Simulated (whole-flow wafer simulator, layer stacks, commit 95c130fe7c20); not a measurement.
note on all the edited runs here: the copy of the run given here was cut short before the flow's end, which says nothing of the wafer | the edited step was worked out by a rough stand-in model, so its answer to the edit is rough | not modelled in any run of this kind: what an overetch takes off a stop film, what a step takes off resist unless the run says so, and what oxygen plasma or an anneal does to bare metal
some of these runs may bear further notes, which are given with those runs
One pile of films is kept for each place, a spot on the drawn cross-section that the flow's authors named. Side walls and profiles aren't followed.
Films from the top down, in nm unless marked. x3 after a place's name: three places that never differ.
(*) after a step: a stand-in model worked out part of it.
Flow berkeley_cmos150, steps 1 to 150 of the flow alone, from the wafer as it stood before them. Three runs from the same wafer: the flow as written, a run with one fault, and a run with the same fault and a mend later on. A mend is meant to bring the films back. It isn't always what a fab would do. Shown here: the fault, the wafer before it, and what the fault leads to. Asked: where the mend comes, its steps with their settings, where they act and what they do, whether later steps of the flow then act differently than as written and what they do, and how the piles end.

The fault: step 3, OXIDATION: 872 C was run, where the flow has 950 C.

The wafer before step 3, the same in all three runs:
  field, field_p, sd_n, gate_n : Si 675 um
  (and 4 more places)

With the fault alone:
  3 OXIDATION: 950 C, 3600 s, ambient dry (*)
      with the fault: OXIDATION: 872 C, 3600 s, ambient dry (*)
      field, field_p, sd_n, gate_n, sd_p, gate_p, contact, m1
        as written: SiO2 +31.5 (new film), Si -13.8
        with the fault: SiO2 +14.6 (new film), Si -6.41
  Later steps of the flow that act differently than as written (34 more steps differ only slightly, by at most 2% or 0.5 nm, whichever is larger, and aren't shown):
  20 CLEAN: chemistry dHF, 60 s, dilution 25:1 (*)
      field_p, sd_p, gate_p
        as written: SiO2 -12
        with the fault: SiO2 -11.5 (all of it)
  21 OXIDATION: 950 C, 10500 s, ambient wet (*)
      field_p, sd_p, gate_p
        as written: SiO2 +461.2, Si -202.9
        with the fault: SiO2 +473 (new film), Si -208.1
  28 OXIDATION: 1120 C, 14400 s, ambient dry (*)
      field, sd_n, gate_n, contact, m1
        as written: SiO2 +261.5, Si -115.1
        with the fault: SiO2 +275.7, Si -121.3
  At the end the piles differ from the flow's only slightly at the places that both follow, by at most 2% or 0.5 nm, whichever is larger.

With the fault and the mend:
  The mend comes after step 4.
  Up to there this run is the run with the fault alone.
  4a OXIDATION: 950 C, 2425 s, ambient dry (*) (the flow's step 3 once more, with other settings)
      field, field_p, sd_n, gate_n, sd_p, gate_p, contact, m1
        SiO2 +17, Si -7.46
  No later step of the flow acts differently than as written, at any place that is followed, by more than 2% or 0.5 nm, whichever is larger.
  At the end the piles are the same as the flow's at every place that both follow.
